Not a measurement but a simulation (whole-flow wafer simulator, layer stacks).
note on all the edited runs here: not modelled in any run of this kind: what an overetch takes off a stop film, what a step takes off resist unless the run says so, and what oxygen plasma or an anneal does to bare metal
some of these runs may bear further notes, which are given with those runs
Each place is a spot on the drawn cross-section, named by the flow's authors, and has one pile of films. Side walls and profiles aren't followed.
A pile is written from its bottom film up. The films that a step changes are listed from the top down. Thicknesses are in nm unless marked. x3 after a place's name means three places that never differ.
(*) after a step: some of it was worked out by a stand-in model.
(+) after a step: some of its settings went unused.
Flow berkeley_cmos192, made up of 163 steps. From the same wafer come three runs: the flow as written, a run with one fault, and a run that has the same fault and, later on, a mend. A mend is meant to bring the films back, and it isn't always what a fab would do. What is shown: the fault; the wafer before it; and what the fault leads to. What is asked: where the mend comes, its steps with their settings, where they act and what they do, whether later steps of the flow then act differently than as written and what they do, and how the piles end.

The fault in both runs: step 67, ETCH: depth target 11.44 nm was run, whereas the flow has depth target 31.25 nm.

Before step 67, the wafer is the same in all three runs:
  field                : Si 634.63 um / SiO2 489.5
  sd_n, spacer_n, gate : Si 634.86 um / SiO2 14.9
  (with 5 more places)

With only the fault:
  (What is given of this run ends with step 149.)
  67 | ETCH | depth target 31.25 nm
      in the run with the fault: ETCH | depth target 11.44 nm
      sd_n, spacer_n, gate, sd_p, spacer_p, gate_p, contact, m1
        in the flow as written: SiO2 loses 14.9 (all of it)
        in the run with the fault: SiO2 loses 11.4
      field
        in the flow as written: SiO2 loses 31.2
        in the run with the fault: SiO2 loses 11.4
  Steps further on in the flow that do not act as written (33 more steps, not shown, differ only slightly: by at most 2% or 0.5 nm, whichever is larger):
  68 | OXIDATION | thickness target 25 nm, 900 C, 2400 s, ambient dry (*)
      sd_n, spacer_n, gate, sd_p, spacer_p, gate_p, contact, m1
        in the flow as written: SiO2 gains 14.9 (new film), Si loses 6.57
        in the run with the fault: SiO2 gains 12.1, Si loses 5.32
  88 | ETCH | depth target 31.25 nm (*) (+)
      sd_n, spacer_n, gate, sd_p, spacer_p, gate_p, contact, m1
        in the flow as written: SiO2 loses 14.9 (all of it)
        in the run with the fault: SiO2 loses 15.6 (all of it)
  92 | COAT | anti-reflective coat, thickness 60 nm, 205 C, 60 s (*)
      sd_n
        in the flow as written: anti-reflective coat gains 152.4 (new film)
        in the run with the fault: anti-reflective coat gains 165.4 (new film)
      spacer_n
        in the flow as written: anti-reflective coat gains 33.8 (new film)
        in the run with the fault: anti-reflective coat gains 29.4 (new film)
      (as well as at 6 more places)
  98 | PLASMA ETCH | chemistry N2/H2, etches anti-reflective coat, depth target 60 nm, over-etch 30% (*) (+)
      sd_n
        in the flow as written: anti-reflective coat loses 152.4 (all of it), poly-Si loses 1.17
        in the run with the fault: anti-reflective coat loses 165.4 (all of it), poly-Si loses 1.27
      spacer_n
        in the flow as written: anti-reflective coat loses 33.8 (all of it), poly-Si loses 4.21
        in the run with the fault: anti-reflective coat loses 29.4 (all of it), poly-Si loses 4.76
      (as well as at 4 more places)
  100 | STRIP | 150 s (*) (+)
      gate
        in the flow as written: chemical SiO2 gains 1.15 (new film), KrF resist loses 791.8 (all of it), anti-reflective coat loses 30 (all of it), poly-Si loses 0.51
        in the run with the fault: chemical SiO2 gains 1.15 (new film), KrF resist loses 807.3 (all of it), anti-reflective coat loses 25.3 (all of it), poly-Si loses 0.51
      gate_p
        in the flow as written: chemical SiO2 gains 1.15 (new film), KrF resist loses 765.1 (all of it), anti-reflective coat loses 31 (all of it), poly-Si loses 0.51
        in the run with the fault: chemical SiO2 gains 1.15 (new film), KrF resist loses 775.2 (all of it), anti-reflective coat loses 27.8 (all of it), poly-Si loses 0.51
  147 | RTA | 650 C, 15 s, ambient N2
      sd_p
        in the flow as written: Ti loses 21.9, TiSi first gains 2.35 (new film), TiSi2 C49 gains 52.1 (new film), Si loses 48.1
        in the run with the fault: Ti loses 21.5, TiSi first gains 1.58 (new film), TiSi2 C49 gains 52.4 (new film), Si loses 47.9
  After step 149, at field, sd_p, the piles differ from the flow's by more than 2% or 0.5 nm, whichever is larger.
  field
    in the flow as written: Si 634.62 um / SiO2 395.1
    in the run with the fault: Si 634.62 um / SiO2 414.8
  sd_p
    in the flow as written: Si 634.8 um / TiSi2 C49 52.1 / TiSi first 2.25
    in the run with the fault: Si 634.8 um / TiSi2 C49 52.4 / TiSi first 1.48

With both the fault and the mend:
  The mend follows step 67.
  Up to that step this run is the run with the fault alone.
  67a | ETCH | depth target 19.81 nm (a further turn of the flow's step 67, with different settings)
      sd_n, spacer_n, gate, sd_p, spacer_p, gate_p, contact, m1
        SiO2 loses 3.5 (all of it)
      field
        SiO2 loses 19.8
  None of the later steps of the flow differs from how it acts as written, at any place that is followed, by more than 2% or 0.5 nm, whichever is larger.
  The piles end the same as the flow's at every place that both follow.
